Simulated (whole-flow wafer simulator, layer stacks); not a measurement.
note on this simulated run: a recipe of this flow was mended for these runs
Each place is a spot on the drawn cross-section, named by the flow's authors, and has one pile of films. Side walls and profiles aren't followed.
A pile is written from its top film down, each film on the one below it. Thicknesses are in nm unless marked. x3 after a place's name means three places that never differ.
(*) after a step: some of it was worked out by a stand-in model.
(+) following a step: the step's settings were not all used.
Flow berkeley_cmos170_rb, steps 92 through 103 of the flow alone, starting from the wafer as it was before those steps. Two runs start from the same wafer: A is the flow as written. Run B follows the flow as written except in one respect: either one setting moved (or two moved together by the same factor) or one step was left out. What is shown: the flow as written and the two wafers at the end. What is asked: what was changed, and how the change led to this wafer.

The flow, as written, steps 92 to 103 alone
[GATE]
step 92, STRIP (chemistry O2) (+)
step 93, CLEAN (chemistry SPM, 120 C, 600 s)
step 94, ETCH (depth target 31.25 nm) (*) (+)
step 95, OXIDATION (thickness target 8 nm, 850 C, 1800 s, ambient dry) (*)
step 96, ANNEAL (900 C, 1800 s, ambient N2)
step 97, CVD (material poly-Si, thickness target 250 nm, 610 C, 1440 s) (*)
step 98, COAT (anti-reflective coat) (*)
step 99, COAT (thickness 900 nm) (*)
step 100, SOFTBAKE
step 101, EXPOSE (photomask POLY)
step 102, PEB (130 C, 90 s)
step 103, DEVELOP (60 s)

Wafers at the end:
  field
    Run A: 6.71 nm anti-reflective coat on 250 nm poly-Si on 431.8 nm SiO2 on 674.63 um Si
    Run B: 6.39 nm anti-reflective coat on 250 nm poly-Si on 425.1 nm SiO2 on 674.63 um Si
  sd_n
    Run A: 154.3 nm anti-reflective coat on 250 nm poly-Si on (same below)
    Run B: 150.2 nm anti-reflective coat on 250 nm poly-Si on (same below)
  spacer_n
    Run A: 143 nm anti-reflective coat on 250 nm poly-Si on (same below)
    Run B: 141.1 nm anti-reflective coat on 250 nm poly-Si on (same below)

What caused this: step 94, ETCH: depth target 38 nm was run, though the flow has depth target 31.25 nm.

How this came from the change, step by step:
  step 94, ETCH (depth target 31.25 nm) (*) (+)
      field: A -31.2 SiO2 | B -38 SiO2
  step 98, COAT (anti-reflective coat) (*)
      sd_n: A +154.3 anti-reflective coat (new film) | B +150.2 anti-reflective coat (new film)
